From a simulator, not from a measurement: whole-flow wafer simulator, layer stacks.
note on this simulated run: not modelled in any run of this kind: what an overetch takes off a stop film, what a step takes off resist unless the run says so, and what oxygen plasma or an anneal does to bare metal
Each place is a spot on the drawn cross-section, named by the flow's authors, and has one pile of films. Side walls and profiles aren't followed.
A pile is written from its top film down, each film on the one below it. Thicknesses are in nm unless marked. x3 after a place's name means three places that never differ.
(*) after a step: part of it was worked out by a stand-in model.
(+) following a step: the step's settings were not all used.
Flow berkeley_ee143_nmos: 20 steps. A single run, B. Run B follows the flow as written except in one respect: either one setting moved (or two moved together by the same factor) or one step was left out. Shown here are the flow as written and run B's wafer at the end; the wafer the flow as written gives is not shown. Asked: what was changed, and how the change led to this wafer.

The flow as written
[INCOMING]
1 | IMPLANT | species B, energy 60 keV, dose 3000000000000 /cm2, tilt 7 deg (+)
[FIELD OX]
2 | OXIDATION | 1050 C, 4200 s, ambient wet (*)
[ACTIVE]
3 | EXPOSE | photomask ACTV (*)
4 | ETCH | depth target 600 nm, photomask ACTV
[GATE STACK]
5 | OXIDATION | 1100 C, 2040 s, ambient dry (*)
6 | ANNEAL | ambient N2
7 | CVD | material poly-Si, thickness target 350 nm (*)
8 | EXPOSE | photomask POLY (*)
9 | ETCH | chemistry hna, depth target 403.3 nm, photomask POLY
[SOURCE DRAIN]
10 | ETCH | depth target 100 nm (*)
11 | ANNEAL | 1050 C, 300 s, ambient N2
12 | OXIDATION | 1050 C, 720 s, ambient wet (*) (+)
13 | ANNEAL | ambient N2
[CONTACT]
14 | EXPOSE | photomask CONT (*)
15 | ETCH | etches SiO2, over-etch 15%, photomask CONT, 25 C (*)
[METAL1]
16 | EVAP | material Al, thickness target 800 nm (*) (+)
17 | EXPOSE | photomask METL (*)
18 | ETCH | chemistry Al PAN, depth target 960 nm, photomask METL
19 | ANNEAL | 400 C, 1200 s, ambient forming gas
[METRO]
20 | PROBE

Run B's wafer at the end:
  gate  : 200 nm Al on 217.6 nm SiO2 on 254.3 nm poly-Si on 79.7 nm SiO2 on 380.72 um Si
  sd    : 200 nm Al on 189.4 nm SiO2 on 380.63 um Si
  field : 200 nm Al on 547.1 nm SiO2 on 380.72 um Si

Cause: step 18, ETCH: depth target 600 nm was run, though the flow has depth target 960 nm.

The path from the change to this, step by step:
  18 | ETCH | chemistry Al PAN, depth target 960 nm, photomask METL
      gate, sd, field: -600 Al (it would be, as written: -800 Al (all of it))
If metal films that touch count as one body, gate has 1 body; the flow as written gives 0 bodies.
If metal films that touch count as one body, sd has 1 body; the flow as written gives 0 bodies.
If metal films that touch count as one body, field has 1 body; the flow as written gives 0 bodies.
